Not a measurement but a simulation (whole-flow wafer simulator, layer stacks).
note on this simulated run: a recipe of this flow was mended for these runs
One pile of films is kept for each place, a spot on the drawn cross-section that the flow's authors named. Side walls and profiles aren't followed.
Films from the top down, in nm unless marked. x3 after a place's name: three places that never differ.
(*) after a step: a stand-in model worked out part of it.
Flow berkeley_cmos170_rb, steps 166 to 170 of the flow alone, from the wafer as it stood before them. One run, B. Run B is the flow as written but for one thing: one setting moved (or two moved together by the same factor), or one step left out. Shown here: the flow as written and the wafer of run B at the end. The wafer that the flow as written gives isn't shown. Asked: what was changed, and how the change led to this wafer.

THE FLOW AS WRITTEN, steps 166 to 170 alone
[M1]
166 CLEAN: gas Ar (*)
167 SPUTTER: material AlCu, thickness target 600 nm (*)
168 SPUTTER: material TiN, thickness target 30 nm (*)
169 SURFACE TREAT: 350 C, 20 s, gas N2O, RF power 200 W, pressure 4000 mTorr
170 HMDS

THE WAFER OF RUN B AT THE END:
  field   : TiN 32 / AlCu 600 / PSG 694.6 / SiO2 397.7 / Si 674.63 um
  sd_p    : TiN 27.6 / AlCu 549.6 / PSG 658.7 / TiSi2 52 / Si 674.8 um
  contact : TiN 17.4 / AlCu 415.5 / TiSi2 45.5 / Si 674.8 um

The cause: step 168, SPUTTER: thickness target 32 nm was run, where the flow has thickness target 30 nm.
It can be read off the wafer: field has TiN 32, and step 168 as written asks for 30 nm.

How the change led to this, step by step:
  168 SPUTTER: material TiN, thickness target 30 nm (*)
      field, sd_n, spacer_n, gate, spacer_p, gate_p, m1: TiN +32 (new film) (as written it would be: TiN +30 (new film))
      sd_p: TiN +27.6 (new film) (as written it would be: TiN +25.8 (new film))
      (and at 1 more place)
